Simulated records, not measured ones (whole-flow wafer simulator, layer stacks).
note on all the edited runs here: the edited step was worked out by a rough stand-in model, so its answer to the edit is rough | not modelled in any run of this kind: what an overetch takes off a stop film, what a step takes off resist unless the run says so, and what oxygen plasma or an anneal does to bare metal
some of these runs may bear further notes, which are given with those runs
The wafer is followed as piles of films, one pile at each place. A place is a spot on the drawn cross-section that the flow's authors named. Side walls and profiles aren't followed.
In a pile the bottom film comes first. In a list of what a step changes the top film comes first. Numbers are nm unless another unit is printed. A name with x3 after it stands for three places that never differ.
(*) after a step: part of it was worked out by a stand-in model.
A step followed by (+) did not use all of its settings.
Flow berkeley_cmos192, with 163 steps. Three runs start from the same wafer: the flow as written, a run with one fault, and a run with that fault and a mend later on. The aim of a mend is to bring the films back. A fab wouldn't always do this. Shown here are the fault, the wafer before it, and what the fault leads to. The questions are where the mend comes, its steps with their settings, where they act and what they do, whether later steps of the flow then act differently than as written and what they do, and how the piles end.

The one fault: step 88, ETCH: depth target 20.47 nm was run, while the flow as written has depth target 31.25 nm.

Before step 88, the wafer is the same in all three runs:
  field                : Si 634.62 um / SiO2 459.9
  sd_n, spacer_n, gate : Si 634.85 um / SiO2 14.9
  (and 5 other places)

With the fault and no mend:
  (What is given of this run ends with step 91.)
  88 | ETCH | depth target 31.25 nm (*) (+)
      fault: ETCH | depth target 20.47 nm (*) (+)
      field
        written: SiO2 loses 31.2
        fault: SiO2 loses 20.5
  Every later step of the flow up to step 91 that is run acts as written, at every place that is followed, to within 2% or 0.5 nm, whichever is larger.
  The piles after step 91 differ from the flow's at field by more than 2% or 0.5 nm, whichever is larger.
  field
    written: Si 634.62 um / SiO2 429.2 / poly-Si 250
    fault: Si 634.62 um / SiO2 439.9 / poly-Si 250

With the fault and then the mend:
  The mend follows step 88.
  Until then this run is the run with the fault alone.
  88a | ETCH | depth target 10.78 nm (*) (+) (a further turn of the flow's step 88, with different settings)
      field
        SiO2 loses 10.8
  Every later step of the flow that is run acts as written at every place that is followed.
  At every place that both follow, the piles at the end match the flow's.
